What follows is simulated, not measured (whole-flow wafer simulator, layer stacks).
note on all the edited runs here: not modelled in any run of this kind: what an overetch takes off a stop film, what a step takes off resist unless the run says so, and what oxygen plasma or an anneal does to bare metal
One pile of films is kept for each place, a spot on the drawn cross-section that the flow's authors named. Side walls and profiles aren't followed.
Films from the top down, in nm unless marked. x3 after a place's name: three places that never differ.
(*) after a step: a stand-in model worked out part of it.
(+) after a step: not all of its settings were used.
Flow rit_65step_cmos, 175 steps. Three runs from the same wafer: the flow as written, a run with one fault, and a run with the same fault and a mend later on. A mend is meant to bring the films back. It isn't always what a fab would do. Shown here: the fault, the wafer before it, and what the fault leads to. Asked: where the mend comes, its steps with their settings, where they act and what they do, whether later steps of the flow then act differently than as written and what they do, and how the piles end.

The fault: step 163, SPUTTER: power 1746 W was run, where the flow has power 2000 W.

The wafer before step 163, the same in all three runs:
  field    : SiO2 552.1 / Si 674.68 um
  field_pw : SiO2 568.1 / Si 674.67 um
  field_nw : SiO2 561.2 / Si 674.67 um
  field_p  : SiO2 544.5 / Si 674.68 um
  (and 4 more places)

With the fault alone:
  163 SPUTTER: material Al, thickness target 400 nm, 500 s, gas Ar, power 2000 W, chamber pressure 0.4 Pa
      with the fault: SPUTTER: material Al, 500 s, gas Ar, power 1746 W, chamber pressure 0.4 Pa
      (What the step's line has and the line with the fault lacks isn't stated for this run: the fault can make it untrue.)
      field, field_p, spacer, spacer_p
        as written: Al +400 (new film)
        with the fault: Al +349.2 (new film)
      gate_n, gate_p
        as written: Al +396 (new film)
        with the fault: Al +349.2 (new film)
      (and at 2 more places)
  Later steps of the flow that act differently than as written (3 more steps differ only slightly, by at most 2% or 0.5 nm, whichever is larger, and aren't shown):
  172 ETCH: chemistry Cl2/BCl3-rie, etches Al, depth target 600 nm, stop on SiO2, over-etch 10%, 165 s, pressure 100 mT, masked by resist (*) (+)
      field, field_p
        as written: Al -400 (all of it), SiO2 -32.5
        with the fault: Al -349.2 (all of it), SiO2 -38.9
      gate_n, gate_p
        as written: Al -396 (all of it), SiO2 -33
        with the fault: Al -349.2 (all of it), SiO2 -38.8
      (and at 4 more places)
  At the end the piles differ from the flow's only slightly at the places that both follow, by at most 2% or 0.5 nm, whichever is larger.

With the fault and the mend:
  The mend comes after step 164.
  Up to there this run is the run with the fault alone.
  164a ETCH: chemistry al pan, depth target 402.3 nm
      field, field_p, gate_n, gate_p, spacer, spacer_p
        Al -349.2 (all of it)
      field_pw
        Al -347.7 (all of it)
      field_nw
        Al -348.3 (all of it)
  164b SPUTTER: material Al, thickness target 400 nm, 500 s, gas Ar, power 2000 W, chamber pressure 0.4 Pa (the flow's step 163 once more)
      field, field_pw, field_p, spacer, spacer_p
        Al +400 (new film)
      gate_n, gate_p
        Al +396 (new film)
      field_nw
        Al +397.2 (new film)
  No later step of the flow acts differently than as written at any place that is followed.
  At the end the piles are the same as the flow's at every place that both follow.
